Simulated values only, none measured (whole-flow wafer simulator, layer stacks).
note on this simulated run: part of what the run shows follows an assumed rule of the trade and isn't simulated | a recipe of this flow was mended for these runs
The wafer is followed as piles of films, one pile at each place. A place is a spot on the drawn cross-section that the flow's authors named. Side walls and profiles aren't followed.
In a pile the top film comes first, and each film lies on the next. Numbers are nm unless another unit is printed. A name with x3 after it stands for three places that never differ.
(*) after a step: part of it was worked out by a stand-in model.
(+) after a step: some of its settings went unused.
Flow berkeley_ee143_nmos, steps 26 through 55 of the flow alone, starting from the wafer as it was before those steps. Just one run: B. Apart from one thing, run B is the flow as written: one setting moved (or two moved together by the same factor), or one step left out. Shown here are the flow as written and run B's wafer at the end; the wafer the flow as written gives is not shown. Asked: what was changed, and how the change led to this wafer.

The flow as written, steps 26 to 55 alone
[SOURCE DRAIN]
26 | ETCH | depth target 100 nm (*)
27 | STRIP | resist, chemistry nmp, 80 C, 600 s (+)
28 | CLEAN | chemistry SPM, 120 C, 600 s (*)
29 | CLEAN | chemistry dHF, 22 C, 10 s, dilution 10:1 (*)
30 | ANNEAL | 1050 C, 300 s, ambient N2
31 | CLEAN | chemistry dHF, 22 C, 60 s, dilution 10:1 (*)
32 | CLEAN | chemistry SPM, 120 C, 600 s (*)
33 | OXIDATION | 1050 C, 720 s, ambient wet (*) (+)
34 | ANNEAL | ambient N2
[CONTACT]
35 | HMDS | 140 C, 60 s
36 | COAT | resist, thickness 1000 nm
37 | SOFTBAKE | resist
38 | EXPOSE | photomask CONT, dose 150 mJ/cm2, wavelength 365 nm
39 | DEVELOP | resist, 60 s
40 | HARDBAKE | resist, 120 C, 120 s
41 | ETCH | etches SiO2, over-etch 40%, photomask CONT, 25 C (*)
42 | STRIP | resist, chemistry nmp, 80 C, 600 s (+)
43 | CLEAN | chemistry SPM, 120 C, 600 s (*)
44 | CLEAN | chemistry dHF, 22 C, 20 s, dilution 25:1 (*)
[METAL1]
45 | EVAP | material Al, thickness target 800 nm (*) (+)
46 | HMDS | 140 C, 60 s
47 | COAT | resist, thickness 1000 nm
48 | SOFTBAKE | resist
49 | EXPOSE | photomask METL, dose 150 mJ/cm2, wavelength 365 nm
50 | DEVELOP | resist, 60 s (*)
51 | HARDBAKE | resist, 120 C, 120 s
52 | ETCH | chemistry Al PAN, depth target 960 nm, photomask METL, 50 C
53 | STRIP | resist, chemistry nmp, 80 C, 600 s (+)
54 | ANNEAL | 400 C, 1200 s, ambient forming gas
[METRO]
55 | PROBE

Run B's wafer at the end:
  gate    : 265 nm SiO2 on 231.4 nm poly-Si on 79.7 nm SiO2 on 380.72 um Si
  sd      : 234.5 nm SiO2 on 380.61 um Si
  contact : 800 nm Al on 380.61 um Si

Cause: step 33, OXIDATION: 999 s was run, though the flow has 720 s.

Step by step, how the change led to this:
  33 | OXIDATION | 1050 C, 720 s, ambient wet (*) (+)
      sd, contact: SiO2 gains 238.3 (new film), chemical SiO2 loses 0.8 (all of it), Si loses 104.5 (as written it would have been: SiO2 gains 189.4 (new film), chemical SiO2 loses 0.8 (all of it), Si loses 83)
      gate: SiO2 gains 268.8 (new film), chemical SiO2 loses 0.8 (all of it), poly-Si loses 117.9 (as written it would have been: SiO2 gains 217.6 (new film), chemical SiO2 loses 0.8 (all of it), poly-Si loses 95.4)
      (as well as at 1 more place)
  41 | ETCH | etches SiO2, over-etch 40%, photomask CONT, 25 C (*)
      contact: SiO2 loses 238.3 (all of it) (as written it would have been: SiO2 loses 189.4 (all of it))
  47 | COAT | resist, thickness 1000 nm
      contact: resist gains 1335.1 (new film) (as written it would have been: resist gains 1301 (new film))
  51 | HARDBAKE | resist, 120 C, 120 s
      contact: resist loses 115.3 (as written it would have been: resist loses 112.2)
  53 | STRIP | resist, chemistry nmp, 80 C, 600 s (+)
      contact: resist loses 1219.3 (all of it) (as written it would have been: resist loses 1188.4 (all of it))
